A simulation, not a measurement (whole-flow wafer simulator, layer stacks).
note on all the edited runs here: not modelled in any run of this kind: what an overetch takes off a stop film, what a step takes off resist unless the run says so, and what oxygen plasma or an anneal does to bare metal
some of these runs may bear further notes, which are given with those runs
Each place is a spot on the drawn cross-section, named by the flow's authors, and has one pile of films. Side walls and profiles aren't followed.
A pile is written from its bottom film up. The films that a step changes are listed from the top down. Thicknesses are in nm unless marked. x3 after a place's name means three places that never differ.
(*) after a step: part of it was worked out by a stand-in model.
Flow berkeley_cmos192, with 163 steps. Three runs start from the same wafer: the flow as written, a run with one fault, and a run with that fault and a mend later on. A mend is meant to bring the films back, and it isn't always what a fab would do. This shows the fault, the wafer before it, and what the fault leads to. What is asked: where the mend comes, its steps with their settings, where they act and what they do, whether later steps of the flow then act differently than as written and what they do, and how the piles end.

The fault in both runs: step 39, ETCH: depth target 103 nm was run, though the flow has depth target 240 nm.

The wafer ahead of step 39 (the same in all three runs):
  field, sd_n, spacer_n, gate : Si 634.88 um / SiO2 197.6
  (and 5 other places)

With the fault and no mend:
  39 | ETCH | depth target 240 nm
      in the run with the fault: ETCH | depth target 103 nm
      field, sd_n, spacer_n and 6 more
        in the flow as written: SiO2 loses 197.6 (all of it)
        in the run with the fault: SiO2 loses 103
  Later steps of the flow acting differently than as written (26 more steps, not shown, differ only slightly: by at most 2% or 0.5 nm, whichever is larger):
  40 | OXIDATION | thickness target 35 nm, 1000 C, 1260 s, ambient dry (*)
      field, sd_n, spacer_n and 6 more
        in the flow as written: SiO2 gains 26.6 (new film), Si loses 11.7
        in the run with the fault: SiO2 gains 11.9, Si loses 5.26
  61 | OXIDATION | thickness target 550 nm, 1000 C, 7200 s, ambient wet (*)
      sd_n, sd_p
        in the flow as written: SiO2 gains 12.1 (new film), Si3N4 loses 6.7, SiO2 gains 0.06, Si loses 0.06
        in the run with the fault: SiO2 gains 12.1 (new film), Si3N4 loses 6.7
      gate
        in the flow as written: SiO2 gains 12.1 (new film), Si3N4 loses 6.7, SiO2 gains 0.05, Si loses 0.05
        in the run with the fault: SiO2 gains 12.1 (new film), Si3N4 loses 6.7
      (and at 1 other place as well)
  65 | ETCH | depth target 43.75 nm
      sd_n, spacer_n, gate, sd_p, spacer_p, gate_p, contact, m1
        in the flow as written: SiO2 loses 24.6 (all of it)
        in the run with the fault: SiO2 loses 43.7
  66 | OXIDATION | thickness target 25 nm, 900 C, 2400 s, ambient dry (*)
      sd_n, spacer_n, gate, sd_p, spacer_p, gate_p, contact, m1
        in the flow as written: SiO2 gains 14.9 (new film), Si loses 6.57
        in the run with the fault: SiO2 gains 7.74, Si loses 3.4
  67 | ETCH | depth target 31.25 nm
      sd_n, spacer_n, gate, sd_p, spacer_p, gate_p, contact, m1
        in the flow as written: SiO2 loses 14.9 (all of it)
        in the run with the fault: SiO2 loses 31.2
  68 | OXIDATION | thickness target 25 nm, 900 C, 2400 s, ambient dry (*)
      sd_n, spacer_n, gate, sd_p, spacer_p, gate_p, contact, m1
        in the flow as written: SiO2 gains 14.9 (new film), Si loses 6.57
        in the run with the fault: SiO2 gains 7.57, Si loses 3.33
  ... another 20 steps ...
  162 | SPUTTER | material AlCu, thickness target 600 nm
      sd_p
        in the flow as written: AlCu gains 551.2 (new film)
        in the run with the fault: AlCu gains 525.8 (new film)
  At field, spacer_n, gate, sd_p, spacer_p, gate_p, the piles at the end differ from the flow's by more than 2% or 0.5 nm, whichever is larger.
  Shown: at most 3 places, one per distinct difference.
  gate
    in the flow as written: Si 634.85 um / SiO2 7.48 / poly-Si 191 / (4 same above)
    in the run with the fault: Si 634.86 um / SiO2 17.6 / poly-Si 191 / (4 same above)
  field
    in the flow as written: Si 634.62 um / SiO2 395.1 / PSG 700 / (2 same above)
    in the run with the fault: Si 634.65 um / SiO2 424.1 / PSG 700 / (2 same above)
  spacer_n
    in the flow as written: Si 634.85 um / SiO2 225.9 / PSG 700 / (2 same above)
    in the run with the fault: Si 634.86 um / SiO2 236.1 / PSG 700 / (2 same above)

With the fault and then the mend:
  The mend follows step 39.
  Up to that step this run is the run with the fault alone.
  39a | ETCH | depth target 137 nm (the flow's step 39, run once more with other settings)
      field, sd_n, spacer_n and 6 more
        SiO2 loses 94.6 (all of it)
  Every later step of the flow that is run acts as written at every place that is followed.
  At every place that both follow, the piles at the end match the flow's.
